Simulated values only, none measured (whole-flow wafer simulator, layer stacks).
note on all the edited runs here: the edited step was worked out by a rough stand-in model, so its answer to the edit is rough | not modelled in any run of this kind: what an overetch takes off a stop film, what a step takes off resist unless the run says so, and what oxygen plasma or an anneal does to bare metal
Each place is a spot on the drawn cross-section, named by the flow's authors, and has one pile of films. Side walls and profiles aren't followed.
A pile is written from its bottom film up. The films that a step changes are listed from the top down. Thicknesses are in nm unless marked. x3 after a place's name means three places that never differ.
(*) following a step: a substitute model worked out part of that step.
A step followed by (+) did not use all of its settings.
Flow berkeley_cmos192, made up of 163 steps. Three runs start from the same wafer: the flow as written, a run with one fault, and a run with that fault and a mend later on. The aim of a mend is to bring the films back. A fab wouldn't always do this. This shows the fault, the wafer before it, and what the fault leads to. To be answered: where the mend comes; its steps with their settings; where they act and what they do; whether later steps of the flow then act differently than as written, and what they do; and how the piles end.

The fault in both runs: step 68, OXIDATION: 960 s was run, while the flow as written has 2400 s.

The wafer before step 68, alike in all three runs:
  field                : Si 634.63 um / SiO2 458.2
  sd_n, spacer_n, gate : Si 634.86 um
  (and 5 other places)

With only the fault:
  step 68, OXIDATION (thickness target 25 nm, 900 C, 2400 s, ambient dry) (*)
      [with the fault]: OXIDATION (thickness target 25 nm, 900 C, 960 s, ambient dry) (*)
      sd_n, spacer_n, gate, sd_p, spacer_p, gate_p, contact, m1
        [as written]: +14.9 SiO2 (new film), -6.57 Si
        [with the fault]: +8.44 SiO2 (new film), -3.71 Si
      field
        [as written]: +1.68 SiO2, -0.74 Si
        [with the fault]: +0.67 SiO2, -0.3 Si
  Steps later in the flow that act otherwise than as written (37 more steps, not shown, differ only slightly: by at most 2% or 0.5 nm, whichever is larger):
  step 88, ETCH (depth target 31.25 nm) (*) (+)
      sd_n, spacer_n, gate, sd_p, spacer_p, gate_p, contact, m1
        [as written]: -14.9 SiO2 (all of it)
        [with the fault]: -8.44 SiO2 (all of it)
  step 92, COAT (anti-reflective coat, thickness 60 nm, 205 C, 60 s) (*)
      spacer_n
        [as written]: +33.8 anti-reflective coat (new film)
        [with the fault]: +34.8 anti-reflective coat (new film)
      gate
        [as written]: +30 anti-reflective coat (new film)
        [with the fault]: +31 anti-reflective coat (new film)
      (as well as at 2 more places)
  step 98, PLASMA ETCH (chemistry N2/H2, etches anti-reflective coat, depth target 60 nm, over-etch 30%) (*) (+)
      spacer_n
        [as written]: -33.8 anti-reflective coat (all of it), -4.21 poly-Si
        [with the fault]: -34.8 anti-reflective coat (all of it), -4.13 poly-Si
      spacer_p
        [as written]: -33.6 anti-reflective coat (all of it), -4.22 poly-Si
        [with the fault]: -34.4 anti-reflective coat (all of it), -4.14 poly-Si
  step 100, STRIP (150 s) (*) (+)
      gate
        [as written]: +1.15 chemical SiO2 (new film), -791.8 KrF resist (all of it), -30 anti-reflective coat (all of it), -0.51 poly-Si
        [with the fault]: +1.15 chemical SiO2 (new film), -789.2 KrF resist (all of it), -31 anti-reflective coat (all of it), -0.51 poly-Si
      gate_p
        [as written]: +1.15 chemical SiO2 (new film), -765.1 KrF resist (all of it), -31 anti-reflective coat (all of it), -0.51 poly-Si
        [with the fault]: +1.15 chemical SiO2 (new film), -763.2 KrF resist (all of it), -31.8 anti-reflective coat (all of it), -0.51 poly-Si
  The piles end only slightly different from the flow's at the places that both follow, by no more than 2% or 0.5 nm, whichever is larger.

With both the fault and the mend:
  The mend stands after step 68.
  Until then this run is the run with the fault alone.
  step 68a, OXIDATION (thickness target 25 nm, 900 C, 1440 s, ambient dry) (*) (the flow's step 68 again, with other settings)
      sd_n, spacer_n, gate, sd_p, spacer_p, gate_p, contact, m1
        +6.5 SiO2, -2.86 Si
      field
        +1.01 SiO2, -0.44 Si
  Later steps of the flow that are run all act as written at every place that is followed.
  The piles end the same as the flow's at every place that both follow.
